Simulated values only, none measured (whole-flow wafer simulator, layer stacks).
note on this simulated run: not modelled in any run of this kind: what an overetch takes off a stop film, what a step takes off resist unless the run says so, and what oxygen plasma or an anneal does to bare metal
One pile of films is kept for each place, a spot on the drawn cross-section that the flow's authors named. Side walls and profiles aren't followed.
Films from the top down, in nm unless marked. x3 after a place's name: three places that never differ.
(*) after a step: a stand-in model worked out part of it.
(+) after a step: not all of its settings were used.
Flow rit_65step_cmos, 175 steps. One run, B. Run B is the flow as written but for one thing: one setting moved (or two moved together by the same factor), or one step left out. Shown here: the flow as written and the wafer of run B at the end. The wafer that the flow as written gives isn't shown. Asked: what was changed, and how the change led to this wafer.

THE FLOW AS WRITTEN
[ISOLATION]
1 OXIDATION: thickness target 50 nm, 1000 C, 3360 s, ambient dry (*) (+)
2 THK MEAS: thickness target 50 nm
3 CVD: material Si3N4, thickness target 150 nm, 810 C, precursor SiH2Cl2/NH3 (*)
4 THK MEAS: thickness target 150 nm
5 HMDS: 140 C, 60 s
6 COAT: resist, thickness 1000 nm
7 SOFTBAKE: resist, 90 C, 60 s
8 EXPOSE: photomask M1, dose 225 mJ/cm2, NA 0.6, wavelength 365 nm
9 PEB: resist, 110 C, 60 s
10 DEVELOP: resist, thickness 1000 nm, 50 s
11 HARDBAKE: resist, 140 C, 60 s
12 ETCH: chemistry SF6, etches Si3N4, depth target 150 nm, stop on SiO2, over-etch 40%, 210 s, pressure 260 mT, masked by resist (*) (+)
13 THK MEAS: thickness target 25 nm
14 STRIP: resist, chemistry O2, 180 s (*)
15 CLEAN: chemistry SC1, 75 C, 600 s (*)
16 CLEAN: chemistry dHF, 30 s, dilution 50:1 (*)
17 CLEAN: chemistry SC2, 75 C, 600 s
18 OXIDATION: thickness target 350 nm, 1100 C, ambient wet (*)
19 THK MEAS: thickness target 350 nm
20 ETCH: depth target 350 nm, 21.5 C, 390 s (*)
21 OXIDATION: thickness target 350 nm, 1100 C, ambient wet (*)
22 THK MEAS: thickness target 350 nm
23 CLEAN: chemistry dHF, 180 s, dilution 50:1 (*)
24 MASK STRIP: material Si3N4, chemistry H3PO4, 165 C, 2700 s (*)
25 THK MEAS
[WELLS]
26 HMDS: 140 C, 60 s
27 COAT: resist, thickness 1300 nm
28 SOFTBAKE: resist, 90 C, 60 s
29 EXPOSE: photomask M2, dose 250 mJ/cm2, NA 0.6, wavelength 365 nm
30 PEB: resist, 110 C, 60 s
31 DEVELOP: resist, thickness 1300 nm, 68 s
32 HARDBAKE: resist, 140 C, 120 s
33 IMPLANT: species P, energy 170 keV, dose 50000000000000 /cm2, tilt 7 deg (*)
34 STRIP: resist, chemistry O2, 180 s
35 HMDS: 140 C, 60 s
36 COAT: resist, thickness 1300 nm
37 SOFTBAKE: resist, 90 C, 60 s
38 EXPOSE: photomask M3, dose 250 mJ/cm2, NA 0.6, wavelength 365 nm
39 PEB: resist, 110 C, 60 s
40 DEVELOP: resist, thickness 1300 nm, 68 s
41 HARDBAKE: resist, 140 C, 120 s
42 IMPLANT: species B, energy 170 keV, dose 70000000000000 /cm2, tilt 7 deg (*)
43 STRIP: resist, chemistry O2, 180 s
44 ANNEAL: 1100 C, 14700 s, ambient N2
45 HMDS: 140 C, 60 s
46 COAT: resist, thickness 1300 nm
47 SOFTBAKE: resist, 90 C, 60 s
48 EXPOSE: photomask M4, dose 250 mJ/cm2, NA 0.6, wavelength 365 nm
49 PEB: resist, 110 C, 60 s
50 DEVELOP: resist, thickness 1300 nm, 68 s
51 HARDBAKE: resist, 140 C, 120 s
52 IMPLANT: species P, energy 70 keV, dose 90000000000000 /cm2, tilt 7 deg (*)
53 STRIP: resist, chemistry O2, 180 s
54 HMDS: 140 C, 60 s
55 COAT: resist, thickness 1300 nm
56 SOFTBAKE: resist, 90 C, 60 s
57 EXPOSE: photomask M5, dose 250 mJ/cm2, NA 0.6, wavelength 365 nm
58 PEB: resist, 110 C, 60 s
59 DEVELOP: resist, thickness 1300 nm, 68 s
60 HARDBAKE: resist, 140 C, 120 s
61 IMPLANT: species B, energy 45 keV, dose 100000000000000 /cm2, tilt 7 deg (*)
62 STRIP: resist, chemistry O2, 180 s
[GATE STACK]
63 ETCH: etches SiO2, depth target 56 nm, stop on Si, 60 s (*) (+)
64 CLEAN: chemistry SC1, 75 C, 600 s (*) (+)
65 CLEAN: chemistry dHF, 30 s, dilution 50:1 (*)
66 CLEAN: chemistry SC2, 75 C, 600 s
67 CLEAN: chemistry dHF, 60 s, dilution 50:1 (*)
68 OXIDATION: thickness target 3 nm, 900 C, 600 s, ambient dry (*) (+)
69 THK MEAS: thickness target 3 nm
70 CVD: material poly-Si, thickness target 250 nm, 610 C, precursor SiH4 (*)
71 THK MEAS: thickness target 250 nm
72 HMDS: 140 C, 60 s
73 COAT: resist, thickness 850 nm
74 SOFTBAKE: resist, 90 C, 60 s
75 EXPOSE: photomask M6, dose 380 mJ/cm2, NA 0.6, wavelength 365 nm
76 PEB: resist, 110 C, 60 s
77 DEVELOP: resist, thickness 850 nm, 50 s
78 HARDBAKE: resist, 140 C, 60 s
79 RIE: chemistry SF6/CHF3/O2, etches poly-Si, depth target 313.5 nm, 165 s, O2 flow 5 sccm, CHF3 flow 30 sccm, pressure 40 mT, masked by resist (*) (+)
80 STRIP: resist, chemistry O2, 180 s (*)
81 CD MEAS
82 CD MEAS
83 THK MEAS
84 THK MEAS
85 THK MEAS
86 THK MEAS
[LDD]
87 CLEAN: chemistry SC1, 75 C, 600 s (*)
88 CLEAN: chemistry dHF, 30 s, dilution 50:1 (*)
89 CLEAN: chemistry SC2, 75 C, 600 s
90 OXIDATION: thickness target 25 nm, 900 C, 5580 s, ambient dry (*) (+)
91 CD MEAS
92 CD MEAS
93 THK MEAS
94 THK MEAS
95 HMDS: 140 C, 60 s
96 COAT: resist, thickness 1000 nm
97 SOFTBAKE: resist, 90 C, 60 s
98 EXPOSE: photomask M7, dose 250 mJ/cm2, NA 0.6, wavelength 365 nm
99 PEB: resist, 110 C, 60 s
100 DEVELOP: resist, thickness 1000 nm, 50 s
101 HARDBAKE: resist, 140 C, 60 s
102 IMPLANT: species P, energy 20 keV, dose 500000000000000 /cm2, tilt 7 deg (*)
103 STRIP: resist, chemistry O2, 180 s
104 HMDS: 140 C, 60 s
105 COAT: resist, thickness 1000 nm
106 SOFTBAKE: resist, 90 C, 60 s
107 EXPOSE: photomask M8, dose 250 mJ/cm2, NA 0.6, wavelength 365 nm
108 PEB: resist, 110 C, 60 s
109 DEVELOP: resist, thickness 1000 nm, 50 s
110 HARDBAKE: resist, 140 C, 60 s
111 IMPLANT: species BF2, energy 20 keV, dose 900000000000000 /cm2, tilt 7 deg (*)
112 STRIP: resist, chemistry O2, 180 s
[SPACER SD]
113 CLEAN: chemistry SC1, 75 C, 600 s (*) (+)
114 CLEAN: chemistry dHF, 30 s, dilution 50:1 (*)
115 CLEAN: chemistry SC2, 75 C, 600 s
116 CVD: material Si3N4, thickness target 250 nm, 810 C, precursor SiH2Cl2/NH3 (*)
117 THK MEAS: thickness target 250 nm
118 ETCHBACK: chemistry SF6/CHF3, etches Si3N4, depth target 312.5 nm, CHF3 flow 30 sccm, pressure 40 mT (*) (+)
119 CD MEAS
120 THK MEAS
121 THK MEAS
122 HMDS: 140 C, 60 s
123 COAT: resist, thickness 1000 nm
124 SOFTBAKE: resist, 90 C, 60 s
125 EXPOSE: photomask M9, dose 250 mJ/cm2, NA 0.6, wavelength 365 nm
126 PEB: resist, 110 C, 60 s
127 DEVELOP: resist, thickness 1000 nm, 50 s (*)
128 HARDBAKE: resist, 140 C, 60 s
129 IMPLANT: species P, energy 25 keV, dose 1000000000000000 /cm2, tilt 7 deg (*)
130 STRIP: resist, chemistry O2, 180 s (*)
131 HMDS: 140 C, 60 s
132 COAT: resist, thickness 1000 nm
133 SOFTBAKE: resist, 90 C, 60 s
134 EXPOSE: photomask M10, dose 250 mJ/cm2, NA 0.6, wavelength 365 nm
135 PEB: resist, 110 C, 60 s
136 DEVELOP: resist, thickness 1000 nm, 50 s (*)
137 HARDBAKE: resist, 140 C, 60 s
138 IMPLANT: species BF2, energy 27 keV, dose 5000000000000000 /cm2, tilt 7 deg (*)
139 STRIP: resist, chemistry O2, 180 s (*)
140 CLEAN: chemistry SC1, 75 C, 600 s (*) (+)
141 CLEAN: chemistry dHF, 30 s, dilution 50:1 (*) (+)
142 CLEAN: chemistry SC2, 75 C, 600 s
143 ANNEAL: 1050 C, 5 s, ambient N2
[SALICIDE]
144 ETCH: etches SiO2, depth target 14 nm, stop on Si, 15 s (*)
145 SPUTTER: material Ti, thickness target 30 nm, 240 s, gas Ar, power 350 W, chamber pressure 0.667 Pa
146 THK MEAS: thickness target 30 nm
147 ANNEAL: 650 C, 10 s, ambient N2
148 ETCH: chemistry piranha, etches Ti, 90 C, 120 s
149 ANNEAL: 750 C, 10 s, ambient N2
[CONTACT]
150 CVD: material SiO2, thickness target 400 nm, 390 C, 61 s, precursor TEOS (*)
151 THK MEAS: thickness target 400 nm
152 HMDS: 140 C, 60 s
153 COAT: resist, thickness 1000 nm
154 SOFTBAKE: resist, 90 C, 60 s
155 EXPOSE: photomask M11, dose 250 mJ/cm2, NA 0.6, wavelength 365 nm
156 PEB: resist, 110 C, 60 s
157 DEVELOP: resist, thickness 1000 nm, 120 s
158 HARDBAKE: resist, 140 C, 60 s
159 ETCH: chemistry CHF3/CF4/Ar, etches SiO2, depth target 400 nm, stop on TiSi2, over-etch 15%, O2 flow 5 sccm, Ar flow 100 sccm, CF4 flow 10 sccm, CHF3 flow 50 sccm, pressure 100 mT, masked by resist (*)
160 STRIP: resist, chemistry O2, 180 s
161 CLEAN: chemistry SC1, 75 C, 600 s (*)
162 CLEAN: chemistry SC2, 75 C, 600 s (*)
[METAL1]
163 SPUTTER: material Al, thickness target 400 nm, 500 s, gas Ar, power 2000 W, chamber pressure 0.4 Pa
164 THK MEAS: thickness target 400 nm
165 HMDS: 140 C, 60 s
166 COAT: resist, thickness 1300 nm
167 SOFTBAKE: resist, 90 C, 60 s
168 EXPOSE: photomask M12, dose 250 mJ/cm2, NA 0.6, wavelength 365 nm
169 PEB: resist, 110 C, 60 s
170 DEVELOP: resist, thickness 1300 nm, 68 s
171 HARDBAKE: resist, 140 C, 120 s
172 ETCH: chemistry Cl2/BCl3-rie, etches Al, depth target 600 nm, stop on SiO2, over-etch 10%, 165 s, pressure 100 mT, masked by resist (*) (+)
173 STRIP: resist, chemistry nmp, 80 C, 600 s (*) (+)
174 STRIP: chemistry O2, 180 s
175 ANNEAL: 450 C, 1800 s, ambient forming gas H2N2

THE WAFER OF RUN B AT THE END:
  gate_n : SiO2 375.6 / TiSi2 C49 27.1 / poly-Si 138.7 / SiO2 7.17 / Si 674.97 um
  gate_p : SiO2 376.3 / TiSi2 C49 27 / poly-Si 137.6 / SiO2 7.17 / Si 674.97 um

The cause: step 145, SPUTTER: thickness target 15 nm was run, where the flow has thickness target 30 nm.

How the change led to this, step by step:
  145 SPUTTER: material Ti, thickness target 30 nm, 240 s, gas Ar, power 350 W, chamber pressure 0.667 Pa
      field, field_pw, field_nw, field_p, spacer, spacer_p: Ti +15 (new film) (as written it would be: Ti +30 (new film))
      gate_n: Ti +13.7 (new film) (as written it would be: Ti +27.3 (new film))
      (and at 1 more place)
  147 ANNEAL: 650 C, 10 s, ambient N2
      gate_n: Ti -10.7, TiSi2 C49 +27.2 (new film), poly-Si -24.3 (as written it would be: Ti -21.3, TiSi first +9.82 (new film), TiSi2 C49 +39.5 (new film), poly-Si -41.9)
      gate_p: Ti -10.6, TiSi2 C49 +27.1 (new film), poly-Si -24.2 (as written it would be: Ti -21.2, TiSi first +9.56 (new film), TiSi2 C49 +39.6 (new film), poly-Si -41.9)
  148 ETCH: chemistry piranha, etches Ti, 90 C, 120 s
      gate_n: Ti -3.01 (all of it), TiSi2 C49 -0.11 (as written it would be: Ti -6 (all of it), TiSi first -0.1)
      gate_p: Ti -3 (all of it), TiSi2 C49 -0.11 (as written it would be: Ti -5.97 (all of it), TiSi first -0.1)
      (and at 6 more places)
  149 ANNEAL: 750 C, 10 s, ambient N2
      gate_n: nothing (as written it would be: TiSi2 +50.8 (new film), TiSi first -9.72 (all of it), TiSi2 C49 -39.5 (all of it), poly-Si -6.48)
      gate_p: nothing (as written it would be: TiSi2 +50.6 (new film), TiSi first -9.46 (all of it), TiSi2 C49 -39.6 (all of it), poly-Si -6.31)
